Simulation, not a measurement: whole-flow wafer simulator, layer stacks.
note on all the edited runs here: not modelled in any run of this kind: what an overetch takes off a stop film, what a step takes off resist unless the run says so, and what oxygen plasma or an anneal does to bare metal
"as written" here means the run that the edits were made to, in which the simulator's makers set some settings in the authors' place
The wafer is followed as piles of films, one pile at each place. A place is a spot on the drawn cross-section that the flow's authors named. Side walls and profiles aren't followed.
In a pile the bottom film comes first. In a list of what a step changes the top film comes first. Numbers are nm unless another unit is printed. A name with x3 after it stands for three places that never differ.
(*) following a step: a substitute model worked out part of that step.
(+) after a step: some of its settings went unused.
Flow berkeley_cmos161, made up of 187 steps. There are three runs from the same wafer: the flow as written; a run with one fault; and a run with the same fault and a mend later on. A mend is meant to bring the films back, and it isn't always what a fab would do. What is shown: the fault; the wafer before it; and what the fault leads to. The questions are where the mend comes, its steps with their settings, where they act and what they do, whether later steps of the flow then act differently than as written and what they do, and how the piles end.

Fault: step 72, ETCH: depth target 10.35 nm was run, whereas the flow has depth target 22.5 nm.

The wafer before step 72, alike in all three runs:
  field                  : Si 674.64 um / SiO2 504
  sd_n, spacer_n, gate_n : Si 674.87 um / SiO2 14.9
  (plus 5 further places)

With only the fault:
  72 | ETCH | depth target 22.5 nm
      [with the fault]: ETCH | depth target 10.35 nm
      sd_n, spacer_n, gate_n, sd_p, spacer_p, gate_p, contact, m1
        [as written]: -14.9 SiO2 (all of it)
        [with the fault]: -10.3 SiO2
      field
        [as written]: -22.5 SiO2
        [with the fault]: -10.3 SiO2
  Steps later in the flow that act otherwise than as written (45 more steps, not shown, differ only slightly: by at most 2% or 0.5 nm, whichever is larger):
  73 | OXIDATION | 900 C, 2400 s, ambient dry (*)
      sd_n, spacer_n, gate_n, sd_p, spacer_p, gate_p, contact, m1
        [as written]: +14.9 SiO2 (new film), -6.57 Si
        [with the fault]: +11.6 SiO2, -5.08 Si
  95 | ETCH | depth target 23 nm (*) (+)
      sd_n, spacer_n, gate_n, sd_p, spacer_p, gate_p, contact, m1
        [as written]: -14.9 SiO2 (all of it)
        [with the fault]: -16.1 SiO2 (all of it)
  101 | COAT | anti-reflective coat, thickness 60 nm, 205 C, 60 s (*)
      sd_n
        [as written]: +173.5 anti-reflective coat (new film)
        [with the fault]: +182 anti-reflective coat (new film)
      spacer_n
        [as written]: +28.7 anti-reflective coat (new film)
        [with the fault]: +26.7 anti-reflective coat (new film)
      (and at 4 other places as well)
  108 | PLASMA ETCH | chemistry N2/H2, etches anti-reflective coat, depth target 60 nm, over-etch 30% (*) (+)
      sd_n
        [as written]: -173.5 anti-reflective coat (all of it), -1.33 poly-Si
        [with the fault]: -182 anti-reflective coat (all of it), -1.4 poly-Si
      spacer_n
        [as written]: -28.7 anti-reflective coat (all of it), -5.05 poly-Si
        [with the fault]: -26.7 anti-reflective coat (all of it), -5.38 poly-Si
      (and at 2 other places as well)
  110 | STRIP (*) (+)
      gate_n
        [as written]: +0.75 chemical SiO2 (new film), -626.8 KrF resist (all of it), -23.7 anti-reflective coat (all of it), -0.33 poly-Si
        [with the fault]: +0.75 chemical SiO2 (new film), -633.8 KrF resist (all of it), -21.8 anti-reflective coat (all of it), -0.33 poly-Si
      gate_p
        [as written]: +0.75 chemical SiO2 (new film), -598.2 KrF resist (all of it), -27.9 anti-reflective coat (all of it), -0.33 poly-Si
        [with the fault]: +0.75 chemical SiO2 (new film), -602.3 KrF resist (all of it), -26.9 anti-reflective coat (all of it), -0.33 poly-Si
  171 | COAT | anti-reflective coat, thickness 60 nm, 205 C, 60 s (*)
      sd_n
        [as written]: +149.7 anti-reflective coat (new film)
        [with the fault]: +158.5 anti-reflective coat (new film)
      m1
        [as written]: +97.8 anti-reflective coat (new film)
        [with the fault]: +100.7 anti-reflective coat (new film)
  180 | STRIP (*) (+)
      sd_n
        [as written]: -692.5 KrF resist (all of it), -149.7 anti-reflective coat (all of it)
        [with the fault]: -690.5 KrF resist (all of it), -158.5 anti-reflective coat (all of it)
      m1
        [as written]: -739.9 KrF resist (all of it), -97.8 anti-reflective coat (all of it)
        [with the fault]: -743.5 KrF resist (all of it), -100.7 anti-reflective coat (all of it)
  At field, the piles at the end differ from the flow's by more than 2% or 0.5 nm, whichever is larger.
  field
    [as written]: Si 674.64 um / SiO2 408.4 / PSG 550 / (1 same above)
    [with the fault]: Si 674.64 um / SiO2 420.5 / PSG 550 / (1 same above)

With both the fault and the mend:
  The mend stands after step 72.
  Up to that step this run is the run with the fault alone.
  72a | ETCH | depth target 12.15 nm (a further turn of the flow's step 72, with different settings)
      sd_n, spacer_n, gate_n, sd_p, spacer_p, gate_p, contact, m1
        -4.59 SiO2 (all of it)
      field
        -12.2 SiO2
  Later steps of the flow that are run all act as written at every place that is followed.
  By the end, the piles equal the flow's at every place that both follow.
